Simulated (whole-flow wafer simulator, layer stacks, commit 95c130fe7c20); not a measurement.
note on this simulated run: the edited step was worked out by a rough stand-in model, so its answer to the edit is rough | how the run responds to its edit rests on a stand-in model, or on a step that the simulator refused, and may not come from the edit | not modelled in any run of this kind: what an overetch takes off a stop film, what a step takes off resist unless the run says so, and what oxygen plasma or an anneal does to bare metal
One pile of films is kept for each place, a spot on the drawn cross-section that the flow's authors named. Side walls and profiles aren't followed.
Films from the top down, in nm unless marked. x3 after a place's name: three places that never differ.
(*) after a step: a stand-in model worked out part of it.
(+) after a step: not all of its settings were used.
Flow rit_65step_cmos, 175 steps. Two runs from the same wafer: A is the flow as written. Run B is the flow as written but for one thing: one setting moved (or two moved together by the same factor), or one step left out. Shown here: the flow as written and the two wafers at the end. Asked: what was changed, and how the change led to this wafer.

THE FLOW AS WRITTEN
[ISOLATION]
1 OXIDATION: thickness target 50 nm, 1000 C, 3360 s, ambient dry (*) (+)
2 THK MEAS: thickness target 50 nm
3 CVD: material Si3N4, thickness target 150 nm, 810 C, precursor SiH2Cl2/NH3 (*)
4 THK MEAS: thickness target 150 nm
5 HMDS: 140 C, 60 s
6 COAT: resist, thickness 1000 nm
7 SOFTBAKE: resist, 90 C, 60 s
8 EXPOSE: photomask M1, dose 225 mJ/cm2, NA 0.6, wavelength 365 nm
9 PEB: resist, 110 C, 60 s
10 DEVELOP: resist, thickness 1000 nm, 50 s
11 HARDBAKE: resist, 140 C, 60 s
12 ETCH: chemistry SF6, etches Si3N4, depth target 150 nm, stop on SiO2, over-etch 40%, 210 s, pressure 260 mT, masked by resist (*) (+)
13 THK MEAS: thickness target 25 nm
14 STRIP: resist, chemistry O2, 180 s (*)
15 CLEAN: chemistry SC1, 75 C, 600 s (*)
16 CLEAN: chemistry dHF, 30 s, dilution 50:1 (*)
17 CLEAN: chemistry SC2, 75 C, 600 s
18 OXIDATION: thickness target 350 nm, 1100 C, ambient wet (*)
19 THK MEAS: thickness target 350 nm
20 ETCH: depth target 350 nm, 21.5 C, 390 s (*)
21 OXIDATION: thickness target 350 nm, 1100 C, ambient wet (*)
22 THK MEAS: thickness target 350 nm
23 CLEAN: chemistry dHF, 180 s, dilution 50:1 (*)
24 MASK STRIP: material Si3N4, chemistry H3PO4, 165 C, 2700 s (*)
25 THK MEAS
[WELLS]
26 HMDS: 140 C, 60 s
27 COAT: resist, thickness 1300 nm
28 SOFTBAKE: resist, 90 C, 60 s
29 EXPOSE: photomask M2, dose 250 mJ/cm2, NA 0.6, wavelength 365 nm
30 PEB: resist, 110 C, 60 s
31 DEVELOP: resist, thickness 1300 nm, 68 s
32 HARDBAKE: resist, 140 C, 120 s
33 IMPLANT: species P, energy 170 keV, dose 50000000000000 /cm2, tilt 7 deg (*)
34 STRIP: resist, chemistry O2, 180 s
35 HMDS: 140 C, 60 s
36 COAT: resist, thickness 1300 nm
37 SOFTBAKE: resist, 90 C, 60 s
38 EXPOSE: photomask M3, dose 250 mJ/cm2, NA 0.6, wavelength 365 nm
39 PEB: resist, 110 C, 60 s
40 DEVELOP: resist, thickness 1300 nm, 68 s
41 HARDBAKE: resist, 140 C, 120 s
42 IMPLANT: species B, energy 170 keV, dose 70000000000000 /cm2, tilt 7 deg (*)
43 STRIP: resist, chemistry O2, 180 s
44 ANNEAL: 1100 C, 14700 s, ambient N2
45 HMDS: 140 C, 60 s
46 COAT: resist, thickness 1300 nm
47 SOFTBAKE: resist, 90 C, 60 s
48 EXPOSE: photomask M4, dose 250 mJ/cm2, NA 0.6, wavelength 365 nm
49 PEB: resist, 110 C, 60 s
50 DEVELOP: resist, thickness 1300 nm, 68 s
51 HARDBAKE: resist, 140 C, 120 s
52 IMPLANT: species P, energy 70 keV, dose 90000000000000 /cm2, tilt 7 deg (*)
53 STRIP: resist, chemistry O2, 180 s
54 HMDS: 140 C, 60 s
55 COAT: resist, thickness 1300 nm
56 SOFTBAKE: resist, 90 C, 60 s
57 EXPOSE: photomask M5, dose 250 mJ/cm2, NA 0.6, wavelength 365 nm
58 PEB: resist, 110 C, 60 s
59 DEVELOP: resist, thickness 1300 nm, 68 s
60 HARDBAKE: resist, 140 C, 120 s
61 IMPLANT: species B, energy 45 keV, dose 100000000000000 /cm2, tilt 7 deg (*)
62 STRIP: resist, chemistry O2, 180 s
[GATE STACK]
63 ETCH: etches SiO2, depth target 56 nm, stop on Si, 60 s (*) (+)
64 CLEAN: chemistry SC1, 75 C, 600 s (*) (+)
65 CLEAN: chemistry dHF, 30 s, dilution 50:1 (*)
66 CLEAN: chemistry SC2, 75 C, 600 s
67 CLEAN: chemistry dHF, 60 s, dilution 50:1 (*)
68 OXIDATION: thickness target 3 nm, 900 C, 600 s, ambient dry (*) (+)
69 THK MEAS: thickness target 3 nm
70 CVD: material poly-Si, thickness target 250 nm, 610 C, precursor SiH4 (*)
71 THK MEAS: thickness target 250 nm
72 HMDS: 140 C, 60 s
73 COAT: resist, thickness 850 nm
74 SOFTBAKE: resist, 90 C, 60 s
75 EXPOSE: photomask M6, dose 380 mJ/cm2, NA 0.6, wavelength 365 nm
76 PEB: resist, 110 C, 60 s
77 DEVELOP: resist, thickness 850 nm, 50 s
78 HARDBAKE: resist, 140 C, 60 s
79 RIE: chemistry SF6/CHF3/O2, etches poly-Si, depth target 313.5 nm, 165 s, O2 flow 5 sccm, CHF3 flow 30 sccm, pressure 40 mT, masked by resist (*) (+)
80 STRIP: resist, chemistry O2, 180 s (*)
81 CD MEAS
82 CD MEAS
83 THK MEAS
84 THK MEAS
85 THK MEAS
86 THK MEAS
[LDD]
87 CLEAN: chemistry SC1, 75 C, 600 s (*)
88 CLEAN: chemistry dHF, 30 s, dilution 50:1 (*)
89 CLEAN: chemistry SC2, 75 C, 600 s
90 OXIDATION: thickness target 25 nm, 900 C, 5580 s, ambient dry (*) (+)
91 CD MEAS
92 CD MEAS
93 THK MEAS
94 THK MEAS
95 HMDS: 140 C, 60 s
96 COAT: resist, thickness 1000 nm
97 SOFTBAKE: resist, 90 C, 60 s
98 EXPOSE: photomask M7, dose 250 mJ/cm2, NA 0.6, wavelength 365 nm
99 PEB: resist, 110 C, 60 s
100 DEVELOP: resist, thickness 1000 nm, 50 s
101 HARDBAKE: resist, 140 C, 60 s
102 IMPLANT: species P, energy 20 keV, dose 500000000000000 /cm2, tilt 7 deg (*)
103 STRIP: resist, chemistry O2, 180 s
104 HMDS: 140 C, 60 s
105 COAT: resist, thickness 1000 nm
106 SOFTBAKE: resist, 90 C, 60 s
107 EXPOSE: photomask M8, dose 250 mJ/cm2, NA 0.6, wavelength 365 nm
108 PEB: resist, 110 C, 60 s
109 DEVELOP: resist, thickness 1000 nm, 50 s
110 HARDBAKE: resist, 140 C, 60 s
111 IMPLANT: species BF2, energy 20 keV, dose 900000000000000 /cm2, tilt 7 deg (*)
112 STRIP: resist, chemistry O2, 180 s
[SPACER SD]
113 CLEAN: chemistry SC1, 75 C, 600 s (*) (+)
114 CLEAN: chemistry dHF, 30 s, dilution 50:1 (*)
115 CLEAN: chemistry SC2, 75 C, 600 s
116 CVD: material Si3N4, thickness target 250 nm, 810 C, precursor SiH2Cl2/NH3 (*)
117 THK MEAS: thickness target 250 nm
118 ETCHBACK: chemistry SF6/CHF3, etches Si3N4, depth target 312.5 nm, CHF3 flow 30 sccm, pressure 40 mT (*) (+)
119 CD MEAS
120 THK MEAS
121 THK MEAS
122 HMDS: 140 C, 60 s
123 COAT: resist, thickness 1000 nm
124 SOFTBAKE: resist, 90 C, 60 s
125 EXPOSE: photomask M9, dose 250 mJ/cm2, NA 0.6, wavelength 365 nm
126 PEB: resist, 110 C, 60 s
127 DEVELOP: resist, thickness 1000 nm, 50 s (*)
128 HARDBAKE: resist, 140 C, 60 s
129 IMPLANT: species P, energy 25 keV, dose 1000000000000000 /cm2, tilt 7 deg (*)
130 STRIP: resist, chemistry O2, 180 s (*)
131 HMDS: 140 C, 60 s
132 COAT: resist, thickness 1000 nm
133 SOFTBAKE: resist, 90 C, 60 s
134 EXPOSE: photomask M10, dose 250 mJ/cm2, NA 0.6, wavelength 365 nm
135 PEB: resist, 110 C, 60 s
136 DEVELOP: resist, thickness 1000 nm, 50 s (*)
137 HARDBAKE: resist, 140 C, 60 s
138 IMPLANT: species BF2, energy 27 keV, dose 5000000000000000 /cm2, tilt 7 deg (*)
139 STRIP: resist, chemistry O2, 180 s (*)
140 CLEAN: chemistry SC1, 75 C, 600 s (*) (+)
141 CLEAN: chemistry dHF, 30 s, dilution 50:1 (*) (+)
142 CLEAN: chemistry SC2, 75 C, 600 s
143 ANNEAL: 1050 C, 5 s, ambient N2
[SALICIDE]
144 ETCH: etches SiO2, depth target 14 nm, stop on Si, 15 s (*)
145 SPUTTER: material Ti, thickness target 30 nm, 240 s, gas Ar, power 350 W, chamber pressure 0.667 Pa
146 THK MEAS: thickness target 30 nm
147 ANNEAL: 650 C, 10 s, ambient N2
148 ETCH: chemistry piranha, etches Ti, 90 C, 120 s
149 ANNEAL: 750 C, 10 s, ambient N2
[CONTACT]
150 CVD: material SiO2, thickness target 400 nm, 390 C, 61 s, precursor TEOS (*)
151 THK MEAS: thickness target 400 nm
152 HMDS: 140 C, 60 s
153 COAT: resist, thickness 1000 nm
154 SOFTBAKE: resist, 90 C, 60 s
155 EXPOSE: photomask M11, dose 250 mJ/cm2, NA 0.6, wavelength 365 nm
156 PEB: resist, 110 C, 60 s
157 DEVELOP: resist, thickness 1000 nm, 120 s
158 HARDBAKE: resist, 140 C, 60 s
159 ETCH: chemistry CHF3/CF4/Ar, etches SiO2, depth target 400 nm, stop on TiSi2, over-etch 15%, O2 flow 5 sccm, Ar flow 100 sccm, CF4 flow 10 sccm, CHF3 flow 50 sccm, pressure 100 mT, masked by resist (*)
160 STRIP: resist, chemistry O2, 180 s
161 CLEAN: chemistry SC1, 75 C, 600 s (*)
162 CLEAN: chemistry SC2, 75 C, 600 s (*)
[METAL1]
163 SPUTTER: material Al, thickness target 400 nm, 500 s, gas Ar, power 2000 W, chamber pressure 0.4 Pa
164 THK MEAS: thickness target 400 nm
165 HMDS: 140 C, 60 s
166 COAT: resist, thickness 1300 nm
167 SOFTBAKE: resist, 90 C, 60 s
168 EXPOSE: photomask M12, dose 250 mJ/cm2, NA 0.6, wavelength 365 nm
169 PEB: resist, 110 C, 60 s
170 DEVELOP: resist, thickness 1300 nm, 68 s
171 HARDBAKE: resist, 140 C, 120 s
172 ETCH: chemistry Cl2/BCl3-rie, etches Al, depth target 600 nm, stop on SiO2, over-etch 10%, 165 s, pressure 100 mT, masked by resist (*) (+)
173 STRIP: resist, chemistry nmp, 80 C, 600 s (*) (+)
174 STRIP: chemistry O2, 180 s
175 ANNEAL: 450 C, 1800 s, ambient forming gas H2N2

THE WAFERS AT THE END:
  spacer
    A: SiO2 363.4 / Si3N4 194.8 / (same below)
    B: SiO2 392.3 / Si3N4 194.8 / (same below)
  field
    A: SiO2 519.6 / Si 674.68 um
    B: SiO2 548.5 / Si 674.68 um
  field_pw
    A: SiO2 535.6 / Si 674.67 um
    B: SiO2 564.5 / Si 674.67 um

The cause: step 172, ETCH: depth target 390 nm was run, where the flow has depth target 600 nm.

How the change led to this, step by step:
  172 ETCH: chemistry Cl2/BCl3-rie, etches Al, depth target 600 nm, stop on SiO2, over-etch 10%, 165 s, pressure 100 mT, masked by resist (*) (+)
      field, field_pw, field_p, spacer, spacer_p: A Al -400 (all of it), SiO2 -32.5 | B Al -400 (all of it), SiO2 -3.62
      gate_n, gate_p: A Al -396 (all of it), SiO2 -33 | B Al -396 (all of it), SiO2 -4.13
      (and at 1 more place)
